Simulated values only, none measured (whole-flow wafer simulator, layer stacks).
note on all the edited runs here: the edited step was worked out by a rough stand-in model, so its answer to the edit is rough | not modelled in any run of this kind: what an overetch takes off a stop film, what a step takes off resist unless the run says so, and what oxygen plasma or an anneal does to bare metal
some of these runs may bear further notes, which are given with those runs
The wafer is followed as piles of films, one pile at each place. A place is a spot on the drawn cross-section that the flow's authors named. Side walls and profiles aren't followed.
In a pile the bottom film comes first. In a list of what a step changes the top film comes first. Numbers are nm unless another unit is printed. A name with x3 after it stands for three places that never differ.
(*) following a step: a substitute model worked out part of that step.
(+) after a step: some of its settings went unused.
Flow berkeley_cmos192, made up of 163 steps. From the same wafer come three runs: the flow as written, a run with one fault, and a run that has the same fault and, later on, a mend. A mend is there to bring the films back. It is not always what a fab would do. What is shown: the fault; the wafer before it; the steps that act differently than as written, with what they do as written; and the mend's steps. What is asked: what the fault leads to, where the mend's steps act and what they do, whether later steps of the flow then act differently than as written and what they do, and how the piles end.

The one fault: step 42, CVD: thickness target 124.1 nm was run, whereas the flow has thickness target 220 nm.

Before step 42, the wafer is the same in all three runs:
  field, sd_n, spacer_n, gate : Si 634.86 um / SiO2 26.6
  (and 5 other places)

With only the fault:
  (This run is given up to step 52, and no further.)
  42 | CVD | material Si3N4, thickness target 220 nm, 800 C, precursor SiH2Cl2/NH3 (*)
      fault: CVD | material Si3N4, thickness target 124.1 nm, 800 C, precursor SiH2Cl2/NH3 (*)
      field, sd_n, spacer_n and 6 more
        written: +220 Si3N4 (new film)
        fault: +124.1 Si3N4 (new film)
  Steps later in the flow that act otherwise than as written:
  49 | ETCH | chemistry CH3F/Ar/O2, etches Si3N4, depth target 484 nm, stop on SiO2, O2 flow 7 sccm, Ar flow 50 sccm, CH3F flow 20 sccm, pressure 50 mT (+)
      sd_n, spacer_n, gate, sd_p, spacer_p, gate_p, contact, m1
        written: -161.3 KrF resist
        fault: -97.4 KrF resist
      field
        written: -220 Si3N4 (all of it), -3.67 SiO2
        fault: -124.1 Si3N4 (all of it), -3.67 SiO2
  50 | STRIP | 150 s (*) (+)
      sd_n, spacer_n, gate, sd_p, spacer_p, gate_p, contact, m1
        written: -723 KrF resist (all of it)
        fault: -787 KrF resist (all of it)
  The piles after step 52 differ from the flow's at sd_n, spacer_n, gate, sd_p, spacer_p, gate_p, contact, m1 by more than 2% or 0.5 nm, whichever is larger.
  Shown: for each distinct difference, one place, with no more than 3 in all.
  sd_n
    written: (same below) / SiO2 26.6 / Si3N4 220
    fault: (same below) / SiO2 26.6 / Si3N4 124.1

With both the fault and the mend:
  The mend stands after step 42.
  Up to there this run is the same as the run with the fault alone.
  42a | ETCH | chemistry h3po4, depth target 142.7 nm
      field, sd_n, spacer_n and 6 more
        -124.1 Si3N4 (all of it)
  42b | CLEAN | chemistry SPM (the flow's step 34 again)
      leaves every film unchanged at each place that is followed
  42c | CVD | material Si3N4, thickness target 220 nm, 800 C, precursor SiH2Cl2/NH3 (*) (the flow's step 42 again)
      field, sd_n, spacer_n and 6 more
        +220 Si3N4 (new film)
  Every later step of the flow that is run acts as written at every place that is followed.
  By the end, the piles equal the flow's at every place that both follow.
